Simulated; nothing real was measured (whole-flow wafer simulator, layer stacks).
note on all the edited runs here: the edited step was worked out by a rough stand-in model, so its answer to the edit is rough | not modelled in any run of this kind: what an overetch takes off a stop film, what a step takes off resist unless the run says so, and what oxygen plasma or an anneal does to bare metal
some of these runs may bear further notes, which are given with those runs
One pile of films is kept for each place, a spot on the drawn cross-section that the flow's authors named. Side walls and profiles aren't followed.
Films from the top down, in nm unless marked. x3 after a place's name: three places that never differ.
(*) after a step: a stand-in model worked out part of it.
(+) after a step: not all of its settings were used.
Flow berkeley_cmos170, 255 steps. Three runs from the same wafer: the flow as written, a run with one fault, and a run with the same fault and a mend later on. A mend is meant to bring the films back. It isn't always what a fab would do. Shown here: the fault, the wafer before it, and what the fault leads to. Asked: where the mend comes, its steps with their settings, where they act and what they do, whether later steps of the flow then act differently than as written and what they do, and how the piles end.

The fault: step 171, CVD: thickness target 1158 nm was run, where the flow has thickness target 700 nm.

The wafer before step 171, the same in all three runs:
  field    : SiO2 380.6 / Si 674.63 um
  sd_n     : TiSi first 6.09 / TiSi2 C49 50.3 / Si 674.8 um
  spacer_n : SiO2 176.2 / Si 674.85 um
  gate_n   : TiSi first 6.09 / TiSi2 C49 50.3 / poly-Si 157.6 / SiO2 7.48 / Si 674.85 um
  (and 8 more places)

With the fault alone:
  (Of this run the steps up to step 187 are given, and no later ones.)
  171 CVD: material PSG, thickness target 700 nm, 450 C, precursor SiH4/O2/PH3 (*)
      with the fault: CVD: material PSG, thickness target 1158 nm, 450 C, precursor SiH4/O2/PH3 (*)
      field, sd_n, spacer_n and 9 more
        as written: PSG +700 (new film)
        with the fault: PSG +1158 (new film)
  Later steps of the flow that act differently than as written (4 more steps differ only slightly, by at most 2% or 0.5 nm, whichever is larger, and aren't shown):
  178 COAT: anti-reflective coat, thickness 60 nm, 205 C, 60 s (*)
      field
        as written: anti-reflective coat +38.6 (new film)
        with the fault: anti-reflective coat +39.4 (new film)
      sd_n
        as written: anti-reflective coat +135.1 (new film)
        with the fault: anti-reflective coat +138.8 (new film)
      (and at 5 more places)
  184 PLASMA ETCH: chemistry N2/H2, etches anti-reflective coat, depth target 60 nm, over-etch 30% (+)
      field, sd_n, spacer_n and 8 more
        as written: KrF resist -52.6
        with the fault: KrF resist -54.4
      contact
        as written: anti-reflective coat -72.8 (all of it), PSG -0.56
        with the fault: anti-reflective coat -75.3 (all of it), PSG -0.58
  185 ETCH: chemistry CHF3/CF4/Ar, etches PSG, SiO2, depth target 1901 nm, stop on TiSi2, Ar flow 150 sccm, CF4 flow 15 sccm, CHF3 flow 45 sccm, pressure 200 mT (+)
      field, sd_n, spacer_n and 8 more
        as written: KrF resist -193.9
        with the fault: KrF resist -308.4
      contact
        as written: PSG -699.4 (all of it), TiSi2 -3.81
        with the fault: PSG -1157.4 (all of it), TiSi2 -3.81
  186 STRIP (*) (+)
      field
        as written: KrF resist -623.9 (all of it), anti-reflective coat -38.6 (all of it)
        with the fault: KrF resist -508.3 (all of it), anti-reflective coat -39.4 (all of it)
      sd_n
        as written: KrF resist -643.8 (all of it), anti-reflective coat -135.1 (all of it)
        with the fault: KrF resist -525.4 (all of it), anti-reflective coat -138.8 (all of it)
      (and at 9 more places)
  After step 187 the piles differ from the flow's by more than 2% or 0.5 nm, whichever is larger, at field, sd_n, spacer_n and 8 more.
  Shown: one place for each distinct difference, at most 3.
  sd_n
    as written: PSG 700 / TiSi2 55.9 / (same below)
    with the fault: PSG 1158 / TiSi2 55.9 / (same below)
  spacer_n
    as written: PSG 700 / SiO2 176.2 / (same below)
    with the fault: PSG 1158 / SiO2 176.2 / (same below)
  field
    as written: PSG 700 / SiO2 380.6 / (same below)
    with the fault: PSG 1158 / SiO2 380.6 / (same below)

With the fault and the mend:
  The mend comes after step 171.
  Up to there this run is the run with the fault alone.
  171a ETCH: chemistry boe, depth target 458 nm
      field, sd_n, spacer_n and 9 more
        PSG -458
  Later steps of the flow that act differently than as written (8 more steps differ only slightly, by at most 2% or 0.5 nm, whichever is larger, and aren't shown):
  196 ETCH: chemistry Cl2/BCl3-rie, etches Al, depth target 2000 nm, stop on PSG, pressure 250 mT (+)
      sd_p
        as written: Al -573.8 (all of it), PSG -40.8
        with the mend: Al -580.6 (all of it), PSG -39.9
  At the end the piles differ from the flow's only slightly at the places that both follow, by at most 2% or 0.5 nm, whichever is larger.
